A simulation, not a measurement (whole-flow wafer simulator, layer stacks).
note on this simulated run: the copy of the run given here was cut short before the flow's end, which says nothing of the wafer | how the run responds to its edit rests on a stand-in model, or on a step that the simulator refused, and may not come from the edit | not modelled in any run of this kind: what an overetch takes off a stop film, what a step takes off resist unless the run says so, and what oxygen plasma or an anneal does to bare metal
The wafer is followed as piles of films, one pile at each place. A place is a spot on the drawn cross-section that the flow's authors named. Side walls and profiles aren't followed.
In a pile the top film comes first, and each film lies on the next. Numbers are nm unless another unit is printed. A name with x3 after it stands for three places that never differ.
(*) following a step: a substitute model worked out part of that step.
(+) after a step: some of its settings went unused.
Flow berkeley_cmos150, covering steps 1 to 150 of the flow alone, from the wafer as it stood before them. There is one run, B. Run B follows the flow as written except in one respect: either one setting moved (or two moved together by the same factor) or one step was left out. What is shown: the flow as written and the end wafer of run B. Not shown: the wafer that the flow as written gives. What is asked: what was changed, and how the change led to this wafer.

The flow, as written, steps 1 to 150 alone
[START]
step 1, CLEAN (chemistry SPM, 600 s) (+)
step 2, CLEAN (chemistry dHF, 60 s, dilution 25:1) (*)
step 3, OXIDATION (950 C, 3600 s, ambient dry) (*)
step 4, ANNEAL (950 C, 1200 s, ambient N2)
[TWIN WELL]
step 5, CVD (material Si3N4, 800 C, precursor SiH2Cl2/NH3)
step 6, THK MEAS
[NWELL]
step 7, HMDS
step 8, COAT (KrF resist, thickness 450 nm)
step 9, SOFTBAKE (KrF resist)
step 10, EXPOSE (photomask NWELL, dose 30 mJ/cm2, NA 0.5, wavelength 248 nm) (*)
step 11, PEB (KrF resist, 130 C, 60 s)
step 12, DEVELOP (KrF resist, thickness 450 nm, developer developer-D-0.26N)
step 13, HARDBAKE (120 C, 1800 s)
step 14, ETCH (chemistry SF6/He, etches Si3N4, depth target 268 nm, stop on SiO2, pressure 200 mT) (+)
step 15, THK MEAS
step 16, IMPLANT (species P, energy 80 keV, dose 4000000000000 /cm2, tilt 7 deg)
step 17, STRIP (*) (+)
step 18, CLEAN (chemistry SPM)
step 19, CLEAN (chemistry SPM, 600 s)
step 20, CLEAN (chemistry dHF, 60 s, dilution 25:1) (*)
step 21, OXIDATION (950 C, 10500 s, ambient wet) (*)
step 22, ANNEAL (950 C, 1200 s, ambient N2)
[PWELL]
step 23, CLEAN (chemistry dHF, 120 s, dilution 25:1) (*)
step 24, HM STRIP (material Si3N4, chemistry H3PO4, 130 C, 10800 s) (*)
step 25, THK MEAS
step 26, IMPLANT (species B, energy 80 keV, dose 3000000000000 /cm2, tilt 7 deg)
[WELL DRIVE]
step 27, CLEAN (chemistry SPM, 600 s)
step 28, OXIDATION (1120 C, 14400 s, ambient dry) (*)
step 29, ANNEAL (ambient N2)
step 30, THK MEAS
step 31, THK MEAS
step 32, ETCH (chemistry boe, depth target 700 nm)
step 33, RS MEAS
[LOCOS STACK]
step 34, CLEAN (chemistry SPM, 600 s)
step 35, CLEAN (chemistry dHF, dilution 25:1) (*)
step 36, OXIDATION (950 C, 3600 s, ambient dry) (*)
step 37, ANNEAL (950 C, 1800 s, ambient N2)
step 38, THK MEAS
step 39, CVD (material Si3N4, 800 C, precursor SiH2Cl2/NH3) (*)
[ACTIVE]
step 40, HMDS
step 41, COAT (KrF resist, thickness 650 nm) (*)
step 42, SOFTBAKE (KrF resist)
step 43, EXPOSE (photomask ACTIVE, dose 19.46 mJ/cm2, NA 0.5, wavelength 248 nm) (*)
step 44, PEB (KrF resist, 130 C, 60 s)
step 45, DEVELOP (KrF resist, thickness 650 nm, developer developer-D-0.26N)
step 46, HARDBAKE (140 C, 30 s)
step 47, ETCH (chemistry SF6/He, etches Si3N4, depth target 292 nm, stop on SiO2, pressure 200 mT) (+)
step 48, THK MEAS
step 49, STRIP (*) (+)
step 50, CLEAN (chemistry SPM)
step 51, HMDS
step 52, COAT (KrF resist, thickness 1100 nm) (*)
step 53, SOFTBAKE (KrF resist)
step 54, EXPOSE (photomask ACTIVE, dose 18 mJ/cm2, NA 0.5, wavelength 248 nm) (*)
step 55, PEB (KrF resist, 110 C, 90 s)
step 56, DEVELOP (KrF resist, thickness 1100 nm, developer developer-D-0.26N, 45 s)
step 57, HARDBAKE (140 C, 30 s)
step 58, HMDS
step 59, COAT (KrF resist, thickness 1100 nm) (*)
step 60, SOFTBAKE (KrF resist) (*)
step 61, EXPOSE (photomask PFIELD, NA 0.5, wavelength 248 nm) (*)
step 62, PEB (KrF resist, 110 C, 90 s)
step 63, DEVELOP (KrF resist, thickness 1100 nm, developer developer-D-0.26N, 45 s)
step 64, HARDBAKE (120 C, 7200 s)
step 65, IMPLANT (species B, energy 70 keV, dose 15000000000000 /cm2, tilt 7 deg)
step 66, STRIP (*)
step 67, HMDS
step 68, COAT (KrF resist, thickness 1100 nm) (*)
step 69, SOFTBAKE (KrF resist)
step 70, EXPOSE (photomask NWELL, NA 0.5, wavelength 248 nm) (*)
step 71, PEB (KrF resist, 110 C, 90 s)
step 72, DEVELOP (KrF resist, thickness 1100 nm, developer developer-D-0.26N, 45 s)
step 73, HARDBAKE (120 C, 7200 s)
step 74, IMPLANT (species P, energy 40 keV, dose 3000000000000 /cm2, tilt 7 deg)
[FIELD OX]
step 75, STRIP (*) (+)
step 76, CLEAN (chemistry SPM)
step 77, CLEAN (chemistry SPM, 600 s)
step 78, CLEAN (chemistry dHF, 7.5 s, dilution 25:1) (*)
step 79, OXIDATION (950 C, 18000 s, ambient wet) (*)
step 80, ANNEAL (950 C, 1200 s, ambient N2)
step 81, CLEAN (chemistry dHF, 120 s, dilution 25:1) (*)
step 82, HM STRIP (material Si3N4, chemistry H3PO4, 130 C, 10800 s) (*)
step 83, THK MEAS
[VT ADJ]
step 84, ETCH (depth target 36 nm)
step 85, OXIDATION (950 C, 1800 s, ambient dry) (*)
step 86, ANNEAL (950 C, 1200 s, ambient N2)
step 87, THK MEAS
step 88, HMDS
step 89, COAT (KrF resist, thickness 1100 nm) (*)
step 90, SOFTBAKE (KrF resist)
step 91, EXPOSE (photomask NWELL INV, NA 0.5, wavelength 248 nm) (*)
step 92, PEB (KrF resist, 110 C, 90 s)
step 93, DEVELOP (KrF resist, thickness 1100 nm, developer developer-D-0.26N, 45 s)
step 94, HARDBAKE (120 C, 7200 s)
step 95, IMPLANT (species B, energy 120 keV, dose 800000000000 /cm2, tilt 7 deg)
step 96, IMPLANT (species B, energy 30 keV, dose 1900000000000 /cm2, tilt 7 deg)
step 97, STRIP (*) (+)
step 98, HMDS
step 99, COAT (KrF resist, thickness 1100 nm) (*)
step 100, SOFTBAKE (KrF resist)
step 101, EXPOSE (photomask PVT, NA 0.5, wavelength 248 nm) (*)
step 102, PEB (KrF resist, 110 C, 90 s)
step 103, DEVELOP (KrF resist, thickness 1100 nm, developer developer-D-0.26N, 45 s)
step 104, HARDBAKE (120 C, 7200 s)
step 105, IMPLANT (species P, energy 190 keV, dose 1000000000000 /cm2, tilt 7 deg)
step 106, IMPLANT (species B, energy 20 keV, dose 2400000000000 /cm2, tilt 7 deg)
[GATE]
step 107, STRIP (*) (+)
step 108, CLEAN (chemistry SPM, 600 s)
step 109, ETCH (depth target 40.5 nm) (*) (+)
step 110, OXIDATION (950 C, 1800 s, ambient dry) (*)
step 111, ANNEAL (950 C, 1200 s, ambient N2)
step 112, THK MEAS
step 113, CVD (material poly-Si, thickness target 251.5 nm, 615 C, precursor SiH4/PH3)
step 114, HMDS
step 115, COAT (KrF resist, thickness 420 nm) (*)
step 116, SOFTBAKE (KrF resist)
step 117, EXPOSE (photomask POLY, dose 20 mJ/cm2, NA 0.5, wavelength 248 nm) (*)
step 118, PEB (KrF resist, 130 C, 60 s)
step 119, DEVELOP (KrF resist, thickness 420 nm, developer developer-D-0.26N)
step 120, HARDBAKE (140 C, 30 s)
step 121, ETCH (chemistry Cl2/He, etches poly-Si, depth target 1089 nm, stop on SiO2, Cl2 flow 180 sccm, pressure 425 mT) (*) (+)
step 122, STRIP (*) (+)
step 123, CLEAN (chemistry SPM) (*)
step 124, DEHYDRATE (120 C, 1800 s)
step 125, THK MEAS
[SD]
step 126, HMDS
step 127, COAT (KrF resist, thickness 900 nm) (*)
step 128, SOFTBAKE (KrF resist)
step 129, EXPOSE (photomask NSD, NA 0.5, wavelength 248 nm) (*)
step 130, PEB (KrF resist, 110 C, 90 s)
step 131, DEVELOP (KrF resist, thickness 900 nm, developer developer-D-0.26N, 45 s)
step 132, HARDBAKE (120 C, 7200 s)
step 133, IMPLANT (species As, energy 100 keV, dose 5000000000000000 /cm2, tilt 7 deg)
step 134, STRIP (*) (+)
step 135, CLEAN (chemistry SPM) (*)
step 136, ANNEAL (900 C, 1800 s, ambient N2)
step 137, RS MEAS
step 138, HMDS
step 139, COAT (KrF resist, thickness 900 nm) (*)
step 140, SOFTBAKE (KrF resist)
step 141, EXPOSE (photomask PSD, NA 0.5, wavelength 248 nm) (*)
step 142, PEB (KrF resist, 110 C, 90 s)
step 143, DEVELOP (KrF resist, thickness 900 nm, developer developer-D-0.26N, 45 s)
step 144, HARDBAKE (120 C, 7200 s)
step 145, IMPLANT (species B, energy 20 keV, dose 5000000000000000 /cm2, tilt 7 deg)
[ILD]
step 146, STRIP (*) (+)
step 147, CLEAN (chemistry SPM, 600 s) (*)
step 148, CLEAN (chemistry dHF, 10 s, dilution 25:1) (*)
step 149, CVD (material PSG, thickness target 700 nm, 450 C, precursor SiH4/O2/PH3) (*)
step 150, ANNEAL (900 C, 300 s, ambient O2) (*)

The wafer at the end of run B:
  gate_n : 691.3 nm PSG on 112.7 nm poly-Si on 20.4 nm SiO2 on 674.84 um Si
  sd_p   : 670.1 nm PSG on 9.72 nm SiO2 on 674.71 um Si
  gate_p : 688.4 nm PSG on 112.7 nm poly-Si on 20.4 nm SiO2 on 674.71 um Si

Cause: step 113, CVD: thickness target 113.2 nm was run, though the flow has thickness target 251.5 nm.

Step by step, how the change led to this:
  step 113, CVD (material poly-Si, thickness target 251.5 nm, 615 C, precursor SiH4/PH3)
      field, field_p, sd_n, gate_n, sd_p, gate_p, contact, m1: poly-Si gains 113.2 (new film) (as written it would have been: poly-Si gains 251.5 (new film))
  step 115, COAT (KrF resist, thickness 420 nm) (*)
      field: KrF resist gains 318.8 (new film) (as written it would have been: KrF resist gains 334 (new film))
      sd_n: KrF resist gains 541 (new film) (as written it would have been: KrF resist gains 563.4 (new film))
  step 119, DEVELOP (KrF resist, thickness 420 nm, developer developer-D-0.26N)
      field: KrF resist loses 318.3 (all of it) (as written it would have been: KrF resist loses 333.5 (all of it))
      sd_n: KrF resist loses 540.2 (all of it) (as written it would have been: KrF resist loses 562.5 (all of it))
  step 121, ETCH (chemistry Cl2/He, etches poly-Si, depth target 1089 nm, stop on SiO2, Cl2 flow 180 sccm, pressure 425 mT) (*) (+)
      field, field_p, sd_n, sd_p, contact, m1: poly-Si loses 113.2 (all of it), SiO2 loses 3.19 (as written it would have been: poly-Si loses 251.5 (all of it), SiO2 loses 3.19)
      gate_n, gate_p: KrF resist loses 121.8 (as written it would have been: KrF resist loses 220.6)
  step 122, STRIP (*) (+)
      gate_n: chemical SiO2 gains 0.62 (new film), KrF resist loses 263.6 (all of it), poly-Si loses 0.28 (as written it would have been: chemical SiO2 gains 0.57 (new film), KrF resist loses 169.8 (all of it), poly-Si loses 0.25)
      gate_p: chemical SiO2 gains 0.62 (new film), KrF resist loses 299.5 (all of it), poly-Si loses 0.28 (as written it would have been: chemical SiO2 gains 0.57 (new film), KrF resist loses 206.4 (all of it), poly-Si loses 0.25)
  step 127, COAT (KrF resist, thickness 900 nm) (*)
      gate_n: KrF resist gains 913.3 (new film) (as written it would have been: KrF resist gains 819.9 (new film))
      sd_p: KrF resist gains 1107.9 (new film) (as written it would have been: KrF resist gains 1133 (new film))
      (and at 1 other place as well)
  step 130, PEB (KrF resist, 110 C, 90 s)
      gate_n: KrF resist loses 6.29 (as written it would have been: KrF resist loses 5.64)
      gate_p: KrF resist loses 6.79 (as written it would have been: KrF resist loses 6.13)
  step 131, DEVELOP (KrF resist, thickness 900 nm, developer developer-D-0.26N, 45 s)
      gate_n: KrF resist loses 907 (all of it) (as written it would have been: KrF resist loses 814.3 (all of it))
  step 132, HARDBAKE (120 C, 7200 s)
      gate_p: KrF resist loses 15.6 (as written it would have been: KrF resist loses 14)
  step 134, STRIP (*) (+)
      sd_p: KrF resist loses 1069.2 (all of it) (as written it would have been: KrF resist loses 1093.7 (all of it))
      gate_p: KrF resist loses 947.8 (all of it), chemical SiO2 gains 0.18 (as written it would have been: KrF resist loses 855.5 (all of it), chemical SiO2 gains 0.18)
  step 139, COAT (KrF resist, thickness 900 nm) (*)
      gate_n: KrF resist gains 913.1 (new film) (as written it would have been: KrF resist gains 819.8 (new film))
      sd_p: KrF resist gains 1107.9 (new film) (as written it would have been: KrF resist gains 1133 (new film))
      (and at 1 other place as well)
  step 142, PEB (KrF resist, 110 C, 90 s)
      gate_n: KrF resist loses 6.29 (as written it would have been: KrF resist loses 5.64)
      gate_p: KrF resist loses 6.79 (as written it would have been: KrF resist loses 6.12)
  step 143, DEVELOP (KrF resist, thickness 900 nm, developer developer-D-0.26N, 45 s)
      sd_p: KrF resist loses 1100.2 (all of it) (as written it would have been: KrF resist loses 1125.1 (all of it))
      gate_p: KrF resist loses 976.6 (all of it) (as written it would have been: KrF resist loses 882.7 (all of it))
  step 144, HARDBAKE (120 C, 7200 s)
      gate_n: KrF resist loses 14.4 (as written it would have been: KrF resist loses 12.8)
  step 146, STRIP (*) (+)
      gate_n: KrF resist loses 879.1 (all of it), chemical SiO2 gains 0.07 (as written it would have been: KrF resist loses 788 (all of it), chemical SiO2 gains 0.07, poly-Si loses 0.03)
  step 149, CVD (material PSG, thickness target 700 nm, 450 C, precursor SiH4/O2/PH3) (*)
      sd_p: PSG gains 670.1 (new film) (as written it would have been: PSG gains 639.5 (new film))
